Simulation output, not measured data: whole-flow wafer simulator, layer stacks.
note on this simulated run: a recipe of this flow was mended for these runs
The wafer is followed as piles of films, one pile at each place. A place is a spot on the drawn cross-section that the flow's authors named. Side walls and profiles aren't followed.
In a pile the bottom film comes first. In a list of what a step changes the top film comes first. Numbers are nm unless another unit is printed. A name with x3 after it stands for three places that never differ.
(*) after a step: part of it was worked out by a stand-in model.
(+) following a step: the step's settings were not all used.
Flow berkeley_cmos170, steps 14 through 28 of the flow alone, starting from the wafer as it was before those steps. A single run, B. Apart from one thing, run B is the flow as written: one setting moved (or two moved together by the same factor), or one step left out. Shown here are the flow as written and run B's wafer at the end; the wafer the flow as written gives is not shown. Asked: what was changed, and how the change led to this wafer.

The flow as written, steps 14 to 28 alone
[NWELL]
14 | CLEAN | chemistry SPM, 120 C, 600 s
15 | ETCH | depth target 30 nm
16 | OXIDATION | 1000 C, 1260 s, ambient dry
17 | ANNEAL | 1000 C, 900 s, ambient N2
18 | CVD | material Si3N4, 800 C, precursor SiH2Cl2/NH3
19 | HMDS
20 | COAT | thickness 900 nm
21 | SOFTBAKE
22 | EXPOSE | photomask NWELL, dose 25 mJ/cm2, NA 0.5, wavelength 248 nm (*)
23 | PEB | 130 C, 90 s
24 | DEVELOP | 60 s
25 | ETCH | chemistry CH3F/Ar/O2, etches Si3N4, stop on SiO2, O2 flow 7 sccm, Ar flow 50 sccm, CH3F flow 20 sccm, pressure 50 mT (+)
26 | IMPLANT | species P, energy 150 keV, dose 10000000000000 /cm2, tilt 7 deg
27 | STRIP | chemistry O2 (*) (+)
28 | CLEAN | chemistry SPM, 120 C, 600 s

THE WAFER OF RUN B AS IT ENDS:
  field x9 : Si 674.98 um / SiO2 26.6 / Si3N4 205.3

The reason: step 18, CVD: 792 C was run, while the flow as written has 800 C.

How this came from the change, step by step:
  18 | CVD | material Si3N4, 800 C, precursor SiH2Cl2/NH3
      field x9, mark, sd_p x3: +205.3 Si3N4 (new film) (as written it would have been: +224 Si3N4 (new film))
  25 | ETCH | chemistry CH3F/Ar/O2, etches Si3N4, stop on SiO2, O2 flow 7 sccm, Ar flow 50 sccm, CH3F flow 20 sccm, pressure 50 mT (+)
      field x9, mark: -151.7 KrF-resist (as written it would have been: -164.2 KrF-resist)
      sd_p x3: -205.3 Si3N4 (all of it), -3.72 SiO2 (as written it would have been: -224 Si3N4 (all of it), -3.72 SiO2)
